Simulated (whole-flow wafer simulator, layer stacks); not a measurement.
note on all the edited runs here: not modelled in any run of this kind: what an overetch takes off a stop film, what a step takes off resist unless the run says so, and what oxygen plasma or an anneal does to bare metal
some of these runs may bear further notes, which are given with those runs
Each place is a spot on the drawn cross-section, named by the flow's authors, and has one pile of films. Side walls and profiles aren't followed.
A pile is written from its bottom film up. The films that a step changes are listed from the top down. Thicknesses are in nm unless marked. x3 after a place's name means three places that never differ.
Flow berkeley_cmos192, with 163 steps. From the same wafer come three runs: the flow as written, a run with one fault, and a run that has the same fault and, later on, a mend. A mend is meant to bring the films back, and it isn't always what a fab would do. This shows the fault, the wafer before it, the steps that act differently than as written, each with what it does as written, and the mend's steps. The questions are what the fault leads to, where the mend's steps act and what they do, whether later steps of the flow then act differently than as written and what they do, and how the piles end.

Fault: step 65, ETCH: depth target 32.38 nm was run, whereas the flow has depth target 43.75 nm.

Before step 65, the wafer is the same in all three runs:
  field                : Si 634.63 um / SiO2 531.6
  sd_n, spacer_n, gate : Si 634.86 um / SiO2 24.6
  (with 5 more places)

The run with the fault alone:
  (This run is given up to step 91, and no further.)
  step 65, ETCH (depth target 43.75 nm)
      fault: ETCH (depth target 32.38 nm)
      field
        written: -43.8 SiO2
        fault: -32.4 SiO2
  Later steps of the flow up to step 91 that are run all act as written at every place that is followed, up to a difference of at most 2% or 0.5 nm, whichever is larger.
  Once step 91 is done, the piles at field depart from the flow's by more than 2% or 0.5 nm, whichever is larger.
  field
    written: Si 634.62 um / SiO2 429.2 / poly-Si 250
    fault: Si 634.62 um / SiO2 440.5 / poly-Si 250

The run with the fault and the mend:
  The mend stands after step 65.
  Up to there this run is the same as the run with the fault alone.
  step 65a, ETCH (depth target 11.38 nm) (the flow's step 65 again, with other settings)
      field
        -11.4 SiO2
  Later steps of the flow that are run all act as written at every place that is followed, up to a difference of at most 2% or 0.5 nm, whichever is larger.
  By the end, the piles equal the flow's at every place that both follow.
